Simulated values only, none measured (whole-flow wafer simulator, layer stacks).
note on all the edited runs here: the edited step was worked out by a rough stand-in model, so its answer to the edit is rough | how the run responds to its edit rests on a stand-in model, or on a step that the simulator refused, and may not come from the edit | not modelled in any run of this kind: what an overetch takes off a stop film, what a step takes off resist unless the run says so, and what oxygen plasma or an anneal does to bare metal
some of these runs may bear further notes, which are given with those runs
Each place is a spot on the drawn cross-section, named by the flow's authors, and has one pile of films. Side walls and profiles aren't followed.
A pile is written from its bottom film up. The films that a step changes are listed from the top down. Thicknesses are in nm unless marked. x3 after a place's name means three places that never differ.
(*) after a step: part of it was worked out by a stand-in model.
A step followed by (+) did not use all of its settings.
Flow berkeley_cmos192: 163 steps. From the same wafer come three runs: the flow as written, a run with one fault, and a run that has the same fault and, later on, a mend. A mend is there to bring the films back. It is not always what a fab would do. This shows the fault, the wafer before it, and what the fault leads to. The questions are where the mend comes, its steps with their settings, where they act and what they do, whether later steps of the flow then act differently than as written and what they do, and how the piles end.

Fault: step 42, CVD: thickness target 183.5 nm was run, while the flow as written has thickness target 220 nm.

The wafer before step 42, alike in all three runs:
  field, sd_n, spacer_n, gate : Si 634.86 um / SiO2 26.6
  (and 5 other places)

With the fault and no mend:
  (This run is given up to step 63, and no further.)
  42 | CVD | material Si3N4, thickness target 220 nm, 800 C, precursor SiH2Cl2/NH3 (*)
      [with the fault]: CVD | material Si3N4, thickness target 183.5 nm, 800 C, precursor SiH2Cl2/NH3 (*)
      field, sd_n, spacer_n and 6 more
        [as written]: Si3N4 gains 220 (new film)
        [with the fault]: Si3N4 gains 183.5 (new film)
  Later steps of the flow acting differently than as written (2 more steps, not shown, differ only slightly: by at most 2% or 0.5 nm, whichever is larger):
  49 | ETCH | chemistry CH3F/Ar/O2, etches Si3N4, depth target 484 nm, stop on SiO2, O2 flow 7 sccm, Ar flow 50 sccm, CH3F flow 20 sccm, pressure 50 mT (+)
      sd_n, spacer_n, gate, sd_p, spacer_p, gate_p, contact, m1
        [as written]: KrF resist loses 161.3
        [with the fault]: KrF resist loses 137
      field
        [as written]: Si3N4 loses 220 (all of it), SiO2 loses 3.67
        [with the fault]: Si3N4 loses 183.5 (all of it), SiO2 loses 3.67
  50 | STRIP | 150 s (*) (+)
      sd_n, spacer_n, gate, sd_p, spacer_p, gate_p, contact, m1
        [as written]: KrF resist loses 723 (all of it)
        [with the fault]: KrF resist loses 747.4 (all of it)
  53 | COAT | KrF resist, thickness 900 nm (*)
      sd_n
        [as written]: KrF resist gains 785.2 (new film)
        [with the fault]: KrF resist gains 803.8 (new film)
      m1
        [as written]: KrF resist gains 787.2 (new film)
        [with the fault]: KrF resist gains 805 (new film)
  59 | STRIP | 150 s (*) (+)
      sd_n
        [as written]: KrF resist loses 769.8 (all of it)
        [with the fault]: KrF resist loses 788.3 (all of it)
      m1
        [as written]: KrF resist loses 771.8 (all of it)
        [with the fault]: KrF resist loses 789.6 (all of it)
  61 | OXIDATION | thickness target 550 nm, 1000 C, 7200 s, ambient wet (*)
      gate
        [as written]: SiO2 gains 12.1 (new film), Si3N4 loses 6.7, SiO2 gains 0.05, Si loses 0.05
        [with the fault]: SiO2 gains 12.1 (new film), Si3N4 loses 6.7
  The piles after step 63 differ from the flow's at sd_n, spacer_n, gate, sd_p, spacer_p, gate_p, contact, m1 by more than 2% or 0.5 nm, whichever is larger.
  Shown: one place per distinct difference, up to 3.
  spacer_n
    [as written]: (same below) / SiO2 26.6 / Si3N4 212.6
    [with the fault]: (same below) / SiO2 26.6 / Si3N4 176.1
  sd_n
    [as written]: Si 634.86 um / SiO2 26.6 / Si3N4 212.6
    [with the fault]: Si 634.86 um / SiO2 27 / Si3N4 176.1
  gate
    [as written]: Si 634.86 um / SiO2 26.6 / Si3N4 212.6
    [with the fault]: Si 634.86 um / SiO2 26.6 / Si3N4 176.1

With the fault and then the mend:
  After step 48 comes the mend.
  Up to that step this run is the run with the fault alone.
  48a | STRIP | 150 s (*) (+)
      sd_n, spacer_n, gate, sd_p, spacer_p, gate_p, contact, m1
        KrF resist loses 884.4 (all of it)
  48b | CLEAN | chemistry SPM (the flow's step 34 again)
      does not change any film at any place that is followed
  48c | CVD | material Si3N4, thickness target 36.52 nm, 800 C, precursor SiH2Cl2/NH3 (*) (the flow's step 42 again, with other settings)
      field, sd_n, spacer_n and 6 more
        Si3N4 gains 36.5
  48d | HMDS (the flow's step 43 again)
      does not change any film at any place that is followed
  48e | COAT | KrF resist, thickness 900 nm (the flow's step 44 again)
      field, sd_n, spacer_n and 6 more
        KrF resist gains 900 (new film)
  48f | SOFTBAKE | KrF resist (the flow's step 45 again)
      does not change any film at any place that is followed
  48g | EXPOSE | photomask ACTIVE, dose 18 mJ/cm2, NA 0.5, wavelength 248 nm (*) (the flow's step 46 again)
      does not change any film at any place that is followed
  48h | PEB | KrF resist, 130 C, 60 s (the flow's step 47 again)
      field, sd_n, spacer_n and 6 more
        KrF resist loses 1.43
  48i | DEVELOP | KrF resist, thickness 900 nm, developer developer-D-0.26N, 45 s (the flow's step 48 again)
      sd_n, spacer_n, gate, sd_p, spacer_p, gate_p, contact, m1
        KrF resist loses 14.2
      field
        KrF resist loses 898.6 (all of it)
  None of the later steps of the flow differs from how it acts as written, at any place that is followed, by more than 2% or 0.5 nm, whichever is larger.
  The piles end the same as the flow's at every place that both follow.
